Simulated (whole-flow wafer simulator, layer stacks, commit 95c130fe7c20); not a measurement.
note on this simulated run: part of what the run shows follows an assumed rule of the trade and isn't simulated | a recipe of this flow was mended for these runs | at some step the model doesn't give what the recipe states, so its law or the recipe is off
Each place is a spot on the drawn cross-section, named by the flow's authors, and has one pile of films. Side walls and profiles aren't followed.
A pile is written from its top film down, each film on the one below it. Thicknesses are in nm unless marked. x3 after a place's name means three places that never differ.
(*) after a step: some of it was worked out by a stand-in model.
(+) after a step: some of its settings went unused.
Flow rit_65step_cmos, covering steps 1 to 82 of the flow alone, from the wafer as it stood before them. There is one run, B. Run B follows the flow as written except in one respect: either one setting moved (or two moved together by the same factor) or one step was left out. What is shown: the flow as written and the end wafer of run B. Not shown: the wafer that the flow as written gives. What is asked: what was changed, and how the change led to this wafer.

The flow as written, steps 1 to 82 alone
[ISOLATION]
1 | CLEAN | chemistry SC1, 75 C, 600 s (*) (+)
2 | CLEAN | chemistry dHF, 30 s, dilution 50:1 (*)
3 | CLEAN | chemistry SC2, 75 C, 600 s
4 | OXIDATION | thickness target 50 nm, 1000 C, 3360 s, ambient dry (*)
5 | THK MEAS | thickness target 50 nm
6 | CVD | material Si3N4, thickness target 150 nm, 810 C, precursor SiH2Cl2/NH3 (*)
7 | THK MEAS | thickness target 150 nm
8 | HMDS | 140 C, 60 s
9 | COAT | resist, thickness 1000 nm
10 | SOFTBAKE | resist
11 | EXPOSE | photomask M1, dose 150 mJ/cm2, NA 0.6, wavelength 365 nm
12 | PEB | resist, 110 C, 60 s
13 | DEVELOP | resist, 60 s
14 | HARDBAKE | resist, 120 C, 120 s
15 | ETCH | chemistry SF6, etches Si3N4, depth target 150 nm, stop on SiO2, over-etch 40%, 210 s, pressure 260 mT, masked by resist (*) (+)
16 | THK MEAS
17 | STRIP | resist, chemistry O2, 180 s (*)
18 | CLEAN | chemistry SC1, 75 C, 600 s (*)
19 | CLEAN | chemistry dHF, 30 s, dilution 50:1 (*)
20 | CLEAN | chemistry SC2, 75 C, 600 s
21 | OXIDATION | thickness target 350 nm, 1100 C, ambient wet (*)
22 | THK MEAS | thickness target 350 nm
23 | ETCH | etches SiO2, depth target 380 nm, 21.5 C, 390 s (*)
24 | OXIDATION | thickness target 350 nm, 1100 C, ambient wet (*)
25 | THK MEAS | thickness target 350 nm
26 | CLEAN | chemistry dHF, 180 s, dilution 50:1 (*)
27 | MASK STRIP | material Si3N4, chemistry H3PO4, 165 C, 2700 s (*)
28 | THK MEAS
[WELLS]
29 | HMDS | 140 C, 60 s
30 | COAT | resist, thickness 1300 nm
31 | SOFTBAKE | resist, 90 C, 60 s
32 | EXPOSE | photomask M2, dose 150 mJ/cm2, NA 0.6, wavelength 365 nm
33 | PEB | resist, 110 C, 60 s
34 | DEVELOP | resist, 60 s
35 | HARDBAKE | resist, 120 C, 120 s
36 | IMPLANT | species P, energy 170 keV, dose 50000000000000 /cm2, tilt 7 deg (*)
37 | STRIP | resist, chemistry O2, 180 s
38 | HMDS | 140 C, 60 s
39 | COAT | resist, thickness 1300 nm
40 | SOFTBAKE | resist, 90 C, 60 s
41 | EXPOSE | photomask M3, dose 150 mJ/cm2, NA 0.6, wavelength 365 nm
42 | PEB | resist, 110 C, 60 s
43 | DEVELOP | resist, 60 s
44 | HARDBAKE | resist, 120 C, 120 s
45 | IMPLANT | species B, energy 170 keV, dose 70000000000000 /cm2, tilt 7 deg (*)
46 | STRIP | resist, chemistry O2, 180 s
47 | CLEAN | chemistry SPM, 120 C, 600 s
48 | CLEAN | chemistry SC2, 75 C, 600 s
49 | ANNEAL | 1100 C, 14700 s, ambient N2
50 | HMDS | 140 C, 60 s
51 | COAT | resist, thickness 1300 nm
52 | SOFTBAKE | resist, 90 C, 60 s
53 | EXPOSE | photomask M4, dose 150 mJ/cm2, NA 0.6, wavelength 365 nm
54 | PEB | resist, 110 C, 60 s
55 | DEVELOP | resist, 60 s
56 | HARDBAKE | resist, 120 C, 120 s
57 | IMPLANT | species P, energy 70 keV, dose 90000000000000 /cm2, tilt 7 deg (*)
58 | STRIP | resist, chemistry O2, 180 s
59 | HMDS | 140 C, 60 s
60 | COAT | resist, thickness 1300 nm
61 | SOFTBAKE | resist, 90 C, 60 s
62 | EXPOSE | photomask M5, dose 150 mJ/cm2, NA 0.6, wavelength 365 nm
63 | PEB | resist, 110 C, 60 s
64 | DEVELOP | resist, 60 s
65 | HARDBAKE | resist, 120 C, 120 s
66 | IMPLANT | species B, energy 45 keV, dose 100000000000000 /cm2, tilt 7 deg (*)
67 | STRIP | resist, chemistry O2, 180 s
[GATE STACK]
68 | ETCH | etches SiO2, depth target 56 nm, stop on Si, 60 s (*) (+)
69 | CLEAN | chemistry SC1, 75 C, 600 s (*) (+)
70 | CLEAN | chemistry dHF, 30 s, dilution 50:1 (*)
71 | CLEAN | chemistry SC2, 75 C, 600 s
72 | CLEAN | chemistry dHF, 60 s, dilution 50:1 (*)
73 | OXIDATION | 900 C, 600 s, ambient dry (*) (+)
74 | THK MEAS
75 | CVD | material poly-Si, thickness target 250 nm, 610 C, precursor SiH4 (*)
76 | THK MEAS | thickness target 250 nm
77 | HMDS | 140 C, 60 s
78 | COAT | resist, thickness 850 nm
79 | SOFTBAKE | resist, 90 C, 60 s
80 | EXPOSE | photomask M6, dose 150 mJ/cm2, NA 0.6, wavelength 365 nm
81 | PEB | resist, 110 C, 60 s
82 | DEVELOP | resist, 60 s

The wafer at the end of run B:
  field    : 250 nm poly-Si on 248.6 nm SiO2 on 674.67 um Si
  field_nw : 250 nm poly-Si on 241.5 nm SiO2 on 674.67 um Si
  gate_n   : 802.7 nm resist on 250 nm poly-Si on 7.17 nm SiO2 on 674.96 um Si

What caused this: step 26, CLEAN: 245 s was run, though the flow has 180 s.

Step by step, how the change led to this:
  26 | CLEAN | chemistry dHF, 180 s, dilution 50:1 (*)
      active_n, active_p, gate_n and 7 more: SiO2 loses 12 (all of it), Si3N4 loses 1 (in the flow as written it would be: SiO2 loses 12 (all of it), Si3N4 loses 0.44)
      field, field_pw, field_nw, field_p: SiO2 loses 22.7 (in the flow as written it would be: SiO2 loses 16.7)
